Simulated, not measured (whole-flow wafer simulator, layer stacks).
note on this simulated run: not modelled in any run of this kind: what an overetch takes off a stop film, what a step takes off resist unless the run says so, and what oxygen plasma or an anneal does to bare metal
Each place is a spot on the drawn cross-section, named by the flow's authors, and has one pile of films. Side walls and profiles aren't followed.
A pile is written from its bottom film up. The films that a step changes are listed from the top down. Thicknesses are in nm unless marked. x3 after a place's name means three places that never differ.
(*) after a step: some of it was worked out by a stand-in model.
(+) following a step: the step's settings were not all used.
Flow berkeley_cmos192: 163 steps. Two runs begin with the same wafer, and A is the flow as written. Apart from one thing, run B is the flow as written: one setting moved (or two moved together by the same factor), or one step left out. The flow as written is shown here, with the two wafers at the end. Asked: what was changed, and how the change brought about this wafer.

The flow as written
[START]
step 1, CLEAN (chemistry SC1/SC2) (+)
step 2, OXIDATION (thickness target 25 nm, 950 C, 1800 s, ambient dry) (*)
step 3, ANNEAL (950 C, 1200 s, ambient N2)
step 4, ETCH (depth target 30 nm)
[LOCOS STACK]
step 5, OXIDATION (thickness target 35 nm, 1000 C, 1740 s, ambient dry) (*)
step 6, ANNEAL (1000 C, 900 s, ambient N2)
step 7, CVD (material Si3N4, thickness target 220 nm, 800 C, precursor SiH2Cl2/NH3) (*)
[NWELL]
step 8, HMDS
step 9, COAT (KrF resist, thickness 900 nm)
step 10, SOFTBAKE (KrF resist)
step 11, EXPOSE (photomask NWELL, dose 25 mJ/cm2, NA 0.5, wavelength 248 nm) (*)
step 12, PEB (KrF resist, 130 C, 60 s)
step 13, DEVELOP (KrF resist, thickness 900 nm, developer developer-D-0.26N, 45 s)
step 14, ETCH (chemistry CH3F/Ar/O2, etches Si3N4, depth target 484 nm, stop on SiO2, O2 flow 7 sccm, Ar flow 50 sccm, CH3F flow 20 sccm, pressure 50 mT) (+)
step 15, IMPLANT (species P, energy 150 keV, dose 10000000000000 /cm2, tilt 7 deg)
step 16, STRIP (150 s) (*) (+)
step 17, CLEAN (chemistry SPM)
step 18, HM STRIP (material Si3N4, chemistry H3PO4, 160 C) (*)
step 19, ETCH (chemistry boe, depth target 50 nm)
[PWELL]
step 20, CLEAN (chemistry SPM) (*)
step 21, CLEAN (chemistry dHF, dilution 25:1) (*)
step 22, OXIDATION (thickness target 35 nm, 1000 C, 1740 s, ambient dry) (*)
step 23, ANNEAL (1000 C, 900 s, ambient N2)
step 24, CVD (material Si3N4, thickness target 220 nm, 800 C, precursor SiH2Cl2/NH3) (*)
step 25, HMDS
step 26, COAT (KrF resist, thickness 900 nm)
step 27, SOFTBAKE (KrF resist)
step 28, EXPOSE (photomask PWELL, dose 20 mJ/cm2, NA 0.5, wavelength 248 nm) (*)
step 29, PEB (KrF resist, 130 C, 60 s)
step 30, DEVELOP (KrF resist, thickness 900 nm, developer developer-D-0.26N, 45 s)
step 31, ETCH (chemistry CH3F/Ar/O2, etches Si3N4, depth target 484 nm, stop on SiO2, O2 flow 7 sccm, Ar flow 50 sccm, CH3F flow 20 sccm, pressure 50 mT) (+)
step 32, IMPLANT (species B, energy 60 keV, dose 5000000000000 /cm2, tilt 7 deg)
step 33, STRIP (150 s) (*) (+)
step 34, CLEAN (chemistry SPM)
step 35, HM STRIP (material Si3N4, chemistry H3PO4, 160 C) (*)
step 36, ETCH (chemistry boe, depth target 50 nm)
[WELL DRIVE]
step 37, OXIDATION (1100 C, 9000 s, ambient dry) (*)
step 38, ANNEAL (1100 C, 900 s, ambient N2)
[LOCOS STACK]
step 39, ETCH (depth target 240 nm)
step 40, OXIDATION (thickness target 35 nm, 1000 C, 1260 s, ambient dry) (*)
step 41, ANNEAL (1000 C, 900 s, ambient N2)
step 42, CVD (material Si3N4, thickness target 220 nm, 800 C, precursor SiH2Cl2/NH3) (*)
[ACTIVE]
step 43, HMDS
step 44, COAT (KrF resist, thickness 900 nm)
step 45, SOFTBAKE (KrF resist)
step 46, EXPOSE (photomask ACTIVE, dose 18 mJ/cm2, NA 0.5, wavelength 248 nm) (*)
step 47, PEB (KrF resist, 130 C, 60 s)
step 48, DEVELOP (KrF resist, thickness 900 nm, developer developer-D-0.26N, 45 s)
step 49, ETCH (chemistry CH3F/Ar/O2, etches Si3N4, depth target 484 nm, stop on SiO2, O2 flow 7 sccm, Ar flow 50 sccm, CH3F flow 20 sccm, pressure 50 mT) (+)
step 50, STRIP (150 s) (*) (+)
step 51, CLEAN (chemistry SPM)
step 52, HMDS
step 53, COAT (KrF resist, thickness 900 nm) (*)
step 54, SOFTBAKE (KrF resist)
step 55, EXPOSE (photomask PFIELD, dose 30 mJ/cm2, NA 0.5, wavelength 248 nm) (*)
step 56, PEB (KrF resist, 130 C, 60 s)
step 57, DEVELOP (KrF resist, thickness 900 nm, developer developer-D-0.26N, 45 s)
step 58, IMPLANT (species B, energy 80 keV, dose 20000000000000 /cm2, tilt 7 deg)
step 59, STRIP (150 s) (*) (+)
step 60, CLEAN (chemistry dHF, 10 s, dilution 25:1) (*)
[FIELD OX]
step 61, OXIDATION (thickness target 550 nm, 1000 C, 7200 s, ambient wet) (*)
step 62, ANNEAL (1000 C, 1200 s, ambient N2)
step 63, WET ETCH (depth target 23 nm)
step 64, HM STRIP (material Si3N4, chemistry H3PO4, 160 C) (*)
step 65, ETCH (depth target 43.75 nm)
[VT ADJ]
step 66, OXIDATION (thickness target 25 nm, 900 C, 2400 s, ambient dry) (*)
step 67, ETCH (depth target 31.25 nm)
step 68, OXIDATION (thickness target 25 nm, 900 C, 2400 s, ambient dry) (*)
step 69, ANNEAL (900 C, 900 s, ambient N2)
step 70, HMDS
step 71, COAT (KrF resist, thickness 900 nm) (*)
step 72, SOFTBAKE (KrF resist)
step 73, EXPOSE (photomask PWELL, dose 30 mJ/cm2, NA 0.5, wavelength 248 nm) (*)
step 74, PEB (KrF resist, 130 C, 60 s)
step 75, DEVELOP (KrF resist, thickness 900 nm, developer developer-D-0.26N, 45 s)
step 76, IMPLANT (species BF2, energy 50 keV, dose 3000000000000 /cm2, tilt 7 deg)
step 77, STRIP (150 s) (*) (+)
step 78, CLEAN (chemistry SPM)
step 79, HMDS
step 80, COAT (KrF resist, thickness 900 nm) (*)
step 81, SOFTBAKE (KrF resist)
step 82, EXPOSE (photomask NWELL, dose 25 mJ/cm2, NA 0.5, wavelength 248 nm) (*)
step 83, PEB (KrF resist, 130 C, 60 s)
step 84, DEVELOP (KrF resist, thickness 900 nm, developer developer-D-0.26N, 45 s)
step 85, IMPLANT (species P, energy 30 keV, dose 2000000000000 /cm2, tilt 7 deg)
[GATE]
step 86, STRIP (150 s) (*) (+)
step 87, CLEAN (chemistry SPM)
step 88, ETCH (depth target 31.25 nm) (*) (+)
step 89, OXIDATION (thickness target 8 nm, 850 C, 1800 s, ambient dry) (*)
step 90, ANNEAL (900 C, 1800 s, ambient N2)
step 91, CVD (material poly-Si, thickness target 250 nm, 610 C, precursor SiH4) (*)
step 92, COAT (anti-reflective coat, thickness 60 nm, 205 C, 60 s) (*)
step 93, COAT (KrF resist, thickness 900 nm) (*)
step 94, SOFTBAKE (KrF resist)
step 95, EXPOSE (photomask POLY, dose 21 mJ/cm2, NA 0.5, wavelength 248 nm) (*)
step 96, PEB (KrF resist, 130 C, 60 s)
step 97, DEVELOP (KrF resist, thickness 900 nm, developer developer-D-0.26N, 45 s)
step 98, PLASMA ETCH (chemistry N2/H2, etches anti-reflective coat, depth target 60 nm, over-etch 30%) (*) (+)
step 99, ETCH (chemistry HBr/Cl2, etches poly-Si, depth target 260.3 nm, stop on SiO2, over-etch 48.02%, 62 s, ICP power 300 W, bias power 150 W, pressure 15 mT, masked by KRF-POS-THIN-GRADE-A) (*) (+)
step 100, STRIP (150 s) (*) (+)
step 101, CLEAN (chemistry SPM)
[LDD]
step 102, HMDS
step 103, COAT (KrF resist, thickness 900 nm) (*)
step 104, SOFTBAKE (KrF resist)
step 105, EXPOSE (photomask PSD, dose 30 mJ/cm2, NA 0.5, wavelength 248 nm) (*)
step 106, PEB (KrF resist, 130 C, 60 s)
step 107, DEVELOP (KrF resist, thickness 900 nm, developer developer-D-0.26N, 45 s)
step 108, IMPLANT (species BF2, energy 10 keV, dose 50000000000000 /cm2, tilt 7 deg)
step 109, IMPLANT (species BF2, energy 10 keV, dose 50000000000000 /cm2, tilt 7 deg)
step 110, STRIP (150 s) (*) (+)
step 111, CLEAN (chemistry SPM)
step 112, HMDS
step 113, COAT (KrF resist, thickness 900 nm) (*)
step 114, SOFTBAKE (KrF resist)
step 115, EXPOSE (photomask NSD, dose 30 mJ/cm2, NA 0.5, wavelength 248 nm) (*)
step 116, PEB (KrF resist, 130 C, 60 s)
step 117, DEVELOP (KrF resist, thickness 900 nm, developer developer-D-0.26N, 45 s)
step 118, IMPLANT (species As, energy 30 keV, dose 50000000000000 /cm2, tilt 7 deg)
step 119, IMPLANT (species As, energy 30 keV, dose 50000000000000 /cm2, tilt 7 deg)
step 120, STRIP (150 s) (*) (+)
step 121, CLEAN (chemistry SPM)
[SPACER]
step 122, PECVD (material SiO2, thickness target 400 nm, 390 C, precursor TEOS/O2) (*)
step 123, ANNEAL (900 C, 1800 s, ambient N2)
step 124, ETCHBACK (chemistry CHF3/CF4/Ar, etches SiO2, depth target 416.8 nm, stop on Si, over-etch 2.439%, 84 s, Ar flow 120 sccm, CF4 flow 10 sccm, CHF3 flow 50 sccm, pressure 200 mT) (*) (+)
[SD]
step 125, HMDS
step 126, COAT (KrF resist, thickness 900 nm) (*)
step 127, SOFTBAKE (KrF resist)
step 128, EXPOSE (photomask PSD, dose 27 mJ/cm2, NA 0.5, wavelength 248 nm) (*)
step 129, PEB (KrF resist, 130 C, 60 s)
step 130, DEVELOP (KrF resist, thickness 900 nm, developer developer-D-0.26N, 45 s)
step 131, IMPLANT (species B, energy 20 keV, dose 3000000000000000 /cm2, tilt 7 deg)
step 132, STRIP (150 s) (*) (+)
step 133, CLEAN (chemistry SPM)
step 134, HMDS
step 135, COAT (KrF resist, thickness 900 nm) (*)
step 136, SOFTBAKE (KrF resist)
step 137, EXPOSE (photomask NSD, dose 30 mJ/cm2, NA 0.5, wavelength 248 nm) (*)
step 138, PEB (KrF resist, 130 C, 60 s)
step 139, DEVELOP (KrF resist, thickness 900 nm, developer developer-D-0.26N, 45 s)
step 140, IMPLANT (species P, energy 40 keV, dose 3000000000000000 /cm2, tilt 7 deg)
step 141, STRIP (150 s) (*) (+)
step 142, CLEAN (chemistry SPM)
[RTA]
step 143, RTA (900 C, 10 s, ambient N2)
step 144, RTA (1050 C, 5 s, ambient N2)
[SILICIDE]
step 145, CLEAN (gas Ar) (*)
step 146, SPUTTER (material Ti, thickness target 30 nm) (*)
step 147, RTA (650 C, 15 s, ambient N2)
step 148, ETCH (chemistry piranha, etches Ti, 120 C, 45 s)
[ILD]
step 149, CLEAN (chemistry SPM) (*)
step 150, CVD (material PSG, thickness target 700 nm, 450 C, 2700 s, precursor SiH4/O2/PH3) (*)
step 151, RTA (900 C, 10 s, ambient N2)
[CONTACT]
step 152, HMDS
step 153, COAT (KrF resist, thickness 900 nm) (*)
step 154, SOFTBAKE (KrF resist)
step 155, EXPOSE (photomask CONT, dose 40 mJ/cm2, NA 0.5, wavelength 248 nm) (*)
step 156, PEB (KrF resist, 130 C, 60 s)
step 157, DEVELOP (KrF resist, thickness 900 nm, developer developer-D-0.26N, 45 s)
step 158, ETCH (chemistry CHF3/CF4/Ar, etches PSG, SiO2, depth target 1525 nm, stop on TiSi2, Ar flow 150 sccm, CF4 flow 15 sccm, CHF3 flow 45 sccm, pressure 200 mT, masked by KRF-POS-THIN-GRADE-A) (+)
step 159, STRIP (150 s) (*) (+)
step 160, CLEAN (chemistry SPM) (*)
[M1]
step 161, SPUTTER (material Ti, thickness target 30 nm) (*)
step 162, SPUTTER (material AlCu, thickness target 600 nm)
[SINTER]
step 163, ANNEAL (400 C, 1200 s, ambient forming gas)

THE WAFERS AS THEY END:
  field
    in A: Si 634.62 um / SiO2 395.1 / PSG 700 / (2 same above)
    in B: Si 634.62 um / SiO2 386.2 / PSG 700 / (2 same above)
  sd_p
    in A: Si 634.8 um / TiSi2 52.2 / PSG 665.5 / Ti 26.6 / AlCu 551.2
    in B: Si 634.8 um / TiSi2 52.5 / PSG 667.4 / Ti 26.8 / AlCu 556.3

What caused this: step 63, WET ETCH: depth target 32 nm was run, whereas the flow has depth target 23 nm.

Step by step, how the change led to this:
  step 63, WET ETCH (depth target 23 nm)
      field: A -23 SiO2 | B -32 SiO2
  step 92, COAT (anti-reflective coat, thickness 60 nm, 205 C, 60 s) (*)
      sd_n: A +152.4 anti-reflective coat (new film) | B +146.1 anti-reflective coat (new film)
      spacer_n: A +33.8 anti-reflective coat (new film) | B +36.1 anti-reflective coat (new film)
      (also at 4 further places)
  step 98, PLASMA ETCH (chemistry N2/H2, etches anti-reflective coat, depth target 60 nm, over-etch 30%) (*) (+)
      sd_n: A -152.4 anti-reflective coat (all of it), -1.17 poly-Si | B -146.1 anti-reflective coat (all of it), -1.12 poly-Si
      spacer_n: A -33.8 anti-reflective coat (all of it), -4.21 poly-Si | B -36.1 anti-reflective coat (all of it), -3.94 poly-Si
      (also at 2 further places)
  step 100, STRIP (150 s) (*) (+)
      gate: A +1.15 chemical SiO2 (new film), -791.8 KrF resist (all of it), -30 anti-reflective coat (all of it), -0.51 poly-Si | B +1.15 chemical SiO2 (new film), -784.3 KrF resist (all of it), -32.5 anti-reflective coat (all of it), -0.51 poly-Si
      gate_p: A +1.15 chemical SiO2 (new film), -765.1 KrF resist (all of it), -31 anti-reflective coat (all of it), -0.51 poly-Si | B +1.15 chemical SiO2 (new film), -760 KrF resist (all of it), -32.8 anti-reflective coat (all of it), -0.51 poly-Si
